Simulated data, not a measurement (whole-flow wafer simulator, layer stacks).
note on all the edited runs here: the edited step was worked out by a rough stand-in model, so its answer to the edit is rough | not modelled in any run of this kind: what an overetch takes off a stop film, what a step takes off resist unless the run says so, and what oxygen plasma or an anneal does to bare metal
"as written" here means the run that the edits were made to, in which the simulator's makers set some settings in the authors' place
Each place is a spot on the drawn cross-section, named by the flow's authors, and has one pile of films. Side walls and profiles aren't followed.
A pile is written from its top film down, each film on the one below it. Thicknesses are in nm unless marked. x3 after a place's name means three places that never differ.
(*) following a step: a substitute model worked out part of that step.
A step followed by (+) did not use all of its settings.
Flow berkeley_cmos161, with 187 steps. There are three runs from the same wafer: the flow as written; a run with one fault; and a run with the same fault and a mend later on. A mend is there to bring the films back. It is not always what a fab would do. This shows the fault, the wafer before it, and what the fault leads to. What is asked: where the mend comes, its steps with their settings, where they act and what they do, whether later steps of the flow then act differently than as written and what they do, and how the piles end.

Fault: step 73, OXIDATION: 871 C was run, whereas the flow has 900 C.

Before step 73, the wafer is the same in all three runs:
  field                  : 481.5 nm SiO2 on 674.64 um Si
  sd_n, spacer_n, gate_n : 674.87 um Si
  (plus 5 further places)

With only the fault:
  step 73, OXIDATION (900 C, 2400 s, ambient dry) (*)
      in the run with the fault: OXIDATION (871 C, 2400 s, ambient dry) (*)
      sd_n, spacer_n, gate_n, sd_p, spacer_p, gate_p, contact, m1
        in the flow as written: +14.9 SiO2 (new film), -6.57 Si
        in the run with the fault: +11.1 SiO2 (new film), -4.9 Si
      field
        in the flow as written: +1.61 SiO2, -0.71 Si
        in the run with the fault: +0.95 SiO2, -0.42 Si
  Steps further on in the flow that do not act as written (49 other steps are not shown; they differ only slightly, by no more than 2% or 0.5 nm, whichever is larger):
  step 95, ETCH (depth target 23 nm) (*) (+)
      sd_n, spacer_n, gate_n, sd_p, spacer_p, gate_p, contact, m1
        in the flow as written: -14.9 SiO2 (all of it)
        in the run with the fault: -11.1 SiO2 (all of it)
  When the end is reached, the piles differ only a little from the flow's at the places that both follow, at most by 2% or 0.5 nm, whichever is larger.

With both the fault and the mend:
  The mend follows step 74.
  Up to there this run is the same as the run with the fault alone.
  step 74a, OXIDATION (900 C, 873 s, ambient dry) (*) (the flow's step 73 again, with other settings)
      sd_n, spacer_n, gate_n, sd_p, spacer_p, gate_p, contact, m1
        +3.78 SiO2, -1.66 Si
      field
        +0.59 SiO2, -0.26 Si
  Every later step of the flow that is run acts as written, at every place that is followed, to within 2% or 0.5 nm, whichever is larger.
  When the end is reached, the piles differ only a little from the flow's at the places that both follow, at most by 2% or 0.5 nm, whichever is larger.
